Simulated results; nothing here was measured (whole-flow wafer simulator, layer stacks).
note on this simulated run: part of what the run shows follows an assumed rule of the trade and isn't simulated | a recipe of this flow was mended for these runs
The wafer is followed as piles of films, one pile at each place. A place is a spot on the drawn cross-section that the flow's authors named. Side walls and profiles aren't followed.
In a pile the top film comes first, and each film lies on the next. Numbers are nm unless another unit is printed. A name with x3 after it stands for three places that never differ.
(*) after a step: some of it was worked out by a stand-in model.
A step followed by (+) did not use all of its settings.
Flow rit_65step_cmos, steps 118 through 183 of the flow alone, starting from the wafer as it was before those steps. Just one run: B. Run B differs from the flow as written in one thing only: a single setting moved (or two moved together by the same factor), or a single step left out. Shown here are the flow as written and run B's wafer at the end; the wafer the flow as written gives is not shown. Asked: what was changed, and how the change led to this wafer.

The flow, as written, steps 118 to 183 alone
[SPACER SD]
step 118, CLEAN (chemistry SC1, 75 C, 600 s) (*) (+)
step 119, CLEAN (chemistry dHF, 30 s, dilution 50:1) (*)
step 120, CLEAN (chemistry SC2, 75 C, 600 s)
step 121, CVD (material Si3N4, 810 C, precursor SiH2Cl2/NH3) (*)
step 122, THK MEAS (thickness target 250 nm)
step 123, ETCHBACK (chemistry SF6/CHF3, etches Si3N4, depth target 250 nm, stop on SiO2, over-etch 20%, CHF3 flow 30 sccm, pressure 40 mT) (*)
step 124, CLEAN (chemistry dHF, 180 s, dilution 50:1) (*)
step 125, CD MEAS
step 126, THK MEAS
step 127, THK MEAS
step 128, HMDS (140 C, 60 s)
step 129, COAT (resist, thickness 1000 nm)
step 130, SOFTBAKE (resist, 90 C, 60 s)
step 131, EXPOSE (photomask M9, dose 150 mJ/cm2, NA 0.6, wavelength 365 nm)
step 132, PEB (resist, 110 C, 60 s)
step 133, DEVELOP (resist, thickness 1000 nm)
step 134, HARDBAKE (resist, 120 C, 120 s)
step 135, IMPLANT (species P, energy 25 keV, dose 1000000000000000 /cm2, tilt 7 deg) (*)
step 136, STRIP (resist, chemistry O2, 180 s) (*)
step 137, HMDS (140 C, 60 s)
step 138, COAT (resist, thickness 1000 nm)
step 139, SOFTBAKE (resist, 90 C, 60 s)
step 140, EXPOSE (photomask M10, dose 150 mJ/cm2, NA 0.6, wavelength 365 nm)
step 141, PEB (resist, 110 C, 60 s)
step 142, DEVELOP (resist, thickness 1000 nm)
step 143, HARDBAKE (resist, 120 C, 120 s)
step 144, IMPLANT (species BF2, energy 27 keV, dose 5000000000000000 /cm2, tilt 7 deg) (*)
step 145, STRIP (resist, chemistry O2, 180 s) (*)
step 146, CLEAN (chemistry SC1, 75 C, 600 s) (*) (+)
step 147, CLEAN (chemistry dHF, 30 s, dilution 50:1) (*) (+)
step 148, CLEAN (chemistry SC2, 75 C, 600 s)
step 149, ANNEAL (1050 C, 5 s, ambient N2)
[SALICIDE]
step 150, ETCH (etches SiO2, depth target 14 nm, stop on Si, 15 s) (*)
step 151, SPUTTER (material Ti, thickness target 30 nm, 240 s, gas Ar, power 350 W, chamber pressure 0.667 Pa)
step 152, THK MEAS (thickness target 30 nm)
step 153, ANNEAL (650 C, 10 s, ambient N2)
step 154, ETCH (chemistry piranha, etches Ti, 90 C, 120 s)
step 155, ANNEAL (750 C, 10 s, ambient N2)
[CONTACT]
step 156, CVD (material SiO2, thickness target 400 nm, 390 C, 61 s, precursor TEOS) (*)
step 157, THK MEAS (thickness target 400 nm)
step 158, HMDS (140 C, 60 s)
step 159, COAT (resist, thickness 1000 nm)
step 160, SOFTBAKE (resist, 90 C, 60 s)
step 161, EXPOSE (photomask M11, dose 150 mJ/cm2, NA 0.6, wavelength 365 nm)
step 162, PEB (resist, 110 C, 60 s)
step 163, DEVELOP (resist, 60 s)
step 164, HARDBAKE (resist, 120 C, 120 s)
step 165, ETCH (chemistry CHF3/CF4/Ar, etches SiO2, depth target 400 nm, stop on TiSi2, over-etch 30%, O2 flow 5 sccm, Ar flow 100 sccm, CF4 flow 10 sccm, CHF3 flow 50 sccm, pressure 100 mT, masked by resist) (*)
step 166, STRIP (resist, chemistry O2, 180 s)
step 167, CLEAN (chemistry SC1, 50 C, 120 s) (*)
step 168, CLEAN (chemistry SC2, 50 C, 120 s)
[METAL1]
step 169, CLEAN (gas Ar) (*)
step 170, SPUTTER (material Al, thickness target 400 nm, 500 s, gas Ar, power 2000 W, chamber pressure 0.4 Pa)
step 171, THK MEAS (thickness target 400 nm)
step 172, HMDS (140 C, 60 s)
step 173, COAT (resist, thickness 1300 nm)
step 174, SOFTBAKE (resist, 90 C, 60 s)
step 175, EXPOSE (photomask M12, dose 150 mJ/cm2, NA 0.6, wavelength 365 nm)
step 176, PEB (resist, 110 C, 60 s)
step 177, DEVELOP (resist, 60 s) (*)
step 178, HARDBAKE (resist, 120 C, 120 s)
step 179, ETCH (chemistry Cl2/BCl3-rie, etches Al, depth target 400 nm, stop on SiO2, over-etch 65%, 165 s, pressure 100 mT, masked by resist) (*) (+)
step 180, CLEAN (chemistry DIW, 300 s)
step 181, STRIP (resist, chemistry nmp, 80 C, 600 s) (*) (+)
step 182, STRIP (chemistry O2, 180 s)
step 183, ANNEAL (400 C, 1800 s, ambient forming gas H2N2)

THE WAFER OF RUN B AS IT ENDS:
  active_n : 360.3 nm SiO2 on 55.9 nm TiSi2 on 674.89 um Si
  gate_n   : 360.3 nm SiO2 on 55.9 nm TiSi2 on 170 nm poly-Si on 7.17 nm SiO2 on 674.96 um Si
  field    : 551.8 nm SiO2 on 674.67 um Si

The reason: step 146, CLEAN: 90 C was run, while the flow as written has 75 C.

Step by step, how the change led to this:
  step 146, CLEAN (chemistry SC1, 75 C, 600 s) (*) (+)
      active_n, active_p, sd_n, sd_p, contact, m1: chemical SiO2 loses 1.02, Si loses 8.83 (it would be, as written: chemical SiO2 loses 1.02, Si loses 3.49)
      field, field_pw, field_nw, field_p: SiO2 loses 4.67 (it would be, as written: SiO2 loses 2.05)
      (and at 4 other places as well)
